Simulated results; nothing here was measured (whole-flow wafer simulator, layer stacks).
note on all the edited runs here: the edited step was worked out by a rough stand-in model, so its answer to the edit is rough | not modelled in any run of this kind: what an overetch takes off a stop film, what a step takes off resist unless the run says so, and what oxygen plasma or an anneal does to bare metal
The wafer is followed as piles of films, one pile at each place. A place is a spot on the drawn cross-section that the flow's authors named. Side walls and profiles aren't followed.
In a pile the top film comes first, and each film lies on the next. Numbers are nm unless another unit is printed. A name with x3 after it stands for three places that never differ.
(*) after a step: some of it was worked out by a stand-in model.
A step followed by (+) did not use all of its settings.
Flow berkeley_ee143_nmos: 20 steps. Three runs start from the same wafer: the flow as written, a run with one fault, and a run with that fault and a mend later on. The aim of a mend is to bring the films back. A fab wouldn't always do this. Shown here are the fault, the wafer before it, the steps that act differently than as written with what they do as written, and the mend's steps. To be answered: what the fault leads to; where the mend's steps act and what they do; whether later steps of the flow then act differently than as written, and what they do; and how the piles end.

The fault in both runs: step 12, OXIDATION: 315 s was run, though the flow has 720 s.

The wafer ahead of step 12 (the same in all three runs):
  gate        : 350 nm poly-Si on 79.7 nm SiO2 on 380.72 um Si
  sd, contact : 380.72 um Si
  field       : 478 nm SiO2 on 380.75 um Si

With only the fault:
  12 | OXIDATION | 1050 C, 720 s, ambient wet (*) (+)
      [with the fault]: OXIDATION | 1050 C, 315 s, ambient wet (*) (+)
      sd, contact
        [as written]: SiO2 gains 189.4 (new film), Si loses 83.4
        [with the fault]: SiO2 gains 102 (new film), Si loses 44.9
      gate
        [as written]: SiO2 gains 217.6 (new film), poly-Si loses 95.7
        [with the fault]: SiO2 gains 123.3 (new film), poly-Si loses 54.3
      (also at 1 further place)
  Steps later in the flow that act otherwise than as written:
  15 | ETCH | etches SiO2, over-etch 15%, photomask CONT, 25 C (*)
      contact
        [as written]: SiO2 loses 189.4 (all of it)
        [with the fault]: SiO2 loses 102 (all of it)
  By the end, the piles at gate, sd, field depart from the flow's by more than 2% or 0.5 nm, whichever is larger.
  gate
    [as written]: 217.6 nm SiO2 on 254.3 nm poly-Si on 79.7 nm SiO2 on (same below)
    [with the fault]: 123.3 nm SiO2 on 295.7 nm poly-Si on 79.7 nm SiO2 on (same below)
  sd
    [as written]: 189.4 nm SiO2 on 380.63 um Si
    [with the fault]: 102 nm SiO2 on 380.67 um Si
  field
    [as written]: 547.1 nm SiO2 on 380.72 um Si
    [with the fault]: 509.1 nm SiO2 on 380.73 um Si

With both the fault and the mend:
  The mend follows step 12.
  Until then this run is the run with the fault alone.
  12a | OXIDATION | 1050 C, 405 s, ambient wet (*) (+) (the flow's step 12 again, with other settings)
      sd, contact
        SiO2 gains 87.5, Si loses 38.5
      gate
        SiO2 gains 94.3, poly-Si loses 41.5
      field
        SiO2 gains 38, Si loses 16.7
  None of the later steps of the flow acts differently than as written at any place that is followed.
  By the end, the piles equal the flow's at every place that both follow.
